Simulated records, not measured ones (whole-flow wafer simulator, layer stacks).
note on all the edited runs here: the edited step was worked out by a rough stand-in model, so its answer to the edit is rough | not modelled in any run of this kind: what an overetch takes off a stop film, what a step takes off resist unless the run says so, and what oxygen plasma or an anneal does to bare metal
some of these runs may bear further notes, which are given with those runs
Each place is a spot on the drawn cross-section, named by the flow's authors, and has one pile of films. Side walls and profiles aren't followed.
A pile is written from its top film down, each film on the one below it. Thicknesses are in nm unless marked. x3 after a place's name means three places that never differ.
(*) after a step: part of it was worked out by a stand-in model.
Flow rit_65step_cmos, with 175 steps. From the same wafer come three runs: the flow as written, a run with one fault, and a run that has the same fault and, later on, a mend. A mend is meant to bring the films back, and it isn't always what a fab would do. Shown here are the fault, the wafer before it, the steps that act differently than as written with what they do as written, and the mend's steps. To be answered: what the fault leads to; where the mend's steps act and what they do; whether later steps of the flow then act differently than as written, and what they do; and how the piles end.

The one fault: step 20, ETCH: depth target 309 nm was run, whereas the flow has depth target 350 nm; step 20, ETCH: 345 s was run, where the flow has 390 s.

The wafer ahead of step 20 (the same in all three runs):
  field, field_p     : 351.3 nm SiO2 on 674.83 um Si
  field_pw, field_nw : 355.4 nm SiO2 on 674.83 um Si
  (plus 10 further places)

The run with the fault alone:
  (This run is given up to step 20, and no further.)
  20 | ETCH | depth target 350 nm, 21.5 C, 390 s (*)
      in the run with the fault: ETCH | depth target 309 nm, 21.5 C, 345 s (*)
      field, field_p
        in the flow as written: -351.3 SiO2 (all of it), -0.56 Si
        in the run with the fault: -336.9 SiO2
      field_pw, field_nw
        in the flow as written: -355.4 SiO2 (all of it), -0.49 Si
        in the run with the fault: -336.9 SiO2
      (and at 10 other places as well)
  Once step 20 is done, the piles at field, field_pw, field_nw, field_p depart from the flow's by more than 2% or 0.5 nm, whichever is larger.
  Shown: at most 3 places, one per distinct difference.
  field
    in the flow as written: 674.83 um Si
    in the run with the fault: 14.4 nm SiO2 on 674.83 um Si
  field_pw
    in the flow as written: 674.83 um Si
    in the run with the fault: 18.4 nm SiO2 on 674.83 um Si

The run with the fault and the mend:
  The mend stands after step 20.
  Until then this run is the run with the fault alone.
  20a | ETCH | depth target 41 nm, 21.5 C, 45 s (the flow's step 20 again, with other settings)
      field, field_p
        -14.4 SiO2 (all of it)
      field_pw, field_nw
        -18.4 SiO2 (all of it)
  Later steps of the flow that are run all act as written at every place that is followed, up to a difference of at most 2% or 0.5 nm, whichever is larger.
  At the end the piles are close to the flow's at the places that both follow, differing by at most 2% or 0.5 nm, whichever is larger.
